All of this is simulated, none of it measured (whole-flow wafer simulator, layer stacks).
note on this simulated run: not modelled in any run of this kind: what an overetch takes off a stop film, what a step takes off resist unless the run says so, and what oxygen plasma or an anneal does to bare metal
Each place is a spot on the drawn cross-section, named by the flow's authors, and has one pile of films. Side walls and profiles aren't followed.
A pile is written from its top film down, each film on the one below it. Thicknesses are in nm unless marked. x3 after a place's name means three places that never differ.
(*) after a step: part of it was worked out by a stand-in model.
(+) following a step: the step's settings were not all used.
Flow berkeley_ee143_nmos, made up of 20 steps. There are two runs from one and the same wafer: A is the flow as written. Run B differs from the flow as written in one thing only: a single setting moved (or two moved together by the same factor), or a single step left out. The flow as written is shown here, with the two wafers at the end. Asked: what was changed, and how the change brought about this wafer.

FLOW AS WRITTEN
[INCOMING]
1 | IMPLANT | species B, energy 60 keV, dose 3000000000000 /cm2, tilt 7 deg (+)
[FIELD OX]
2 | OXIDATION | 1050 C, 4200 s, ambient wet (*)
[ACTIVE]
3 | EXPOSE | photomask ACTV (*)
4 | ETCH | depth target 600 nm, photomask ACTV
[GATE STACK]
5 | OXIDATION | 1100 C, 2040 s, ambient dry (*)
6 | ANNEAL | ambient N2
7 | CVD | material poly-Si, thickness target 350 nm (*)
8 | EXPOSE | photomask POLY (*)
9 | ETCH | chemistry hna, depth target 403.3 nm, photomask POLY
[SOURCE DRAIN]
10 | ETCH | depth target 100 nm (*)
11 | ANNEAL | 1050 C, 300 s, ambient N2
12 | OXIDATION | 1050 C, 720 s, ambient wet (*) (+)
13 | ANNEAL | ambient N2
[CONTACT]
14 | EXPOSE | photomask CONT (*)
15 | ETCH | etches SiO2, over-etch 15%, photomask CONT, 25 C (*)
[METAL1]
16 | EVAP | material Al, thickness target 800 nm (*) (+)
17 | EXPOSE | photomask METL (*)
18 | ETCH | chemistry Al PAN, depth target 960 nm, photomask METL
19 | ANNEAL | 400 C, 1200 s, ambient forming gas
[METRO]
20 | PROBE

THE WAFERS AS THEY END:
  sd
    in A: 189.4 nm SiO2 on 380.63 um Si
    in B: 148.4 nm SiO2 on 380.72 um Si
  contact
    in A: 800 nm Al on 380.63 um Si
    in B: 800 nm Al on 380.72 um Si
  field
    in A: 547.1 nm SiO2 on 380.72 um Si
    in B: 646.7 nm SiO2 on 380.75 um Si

Cause: step 9, ETCH: depth target 319.8 nm was run, whereas the flow has depth target 403.3 nm.

Step by step, how the change led to this:
  9 | ETCH | chemistry hna, depth target 403.3 nm, photomask POLY
      sd, contact, field: A poly-Si loses 350 (all of it) | B poly-Si loses 319.8
  10 | ETCH | depth target 100 nm (*)
      sd, contact: A SiO2 loses 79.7 (all of it) | B nothing
      field: A SiO2 loses 100 | B nothing
  12 | OXIDATION | 1050 C, 720 s, ambient wet (*) (+)
      sd, contact: A SiO2 gains 189.4 (new film), Si loses 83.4 | B poly-Si loses 30.2 (all of it), SiO2 gains 68.7
      field: A SiO2 gains 69.1, Si loses 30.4 | B poly-Si loses 30.2 (all of it), SiO2 gains 68.7
  15 | ETCH | etches SiO2, over-etch 15%, photomask CONT, 25 C (*)
      contact: A SiO2 loses 189.4 (all of it) | B SiO2 loses 148.4 (all of it)
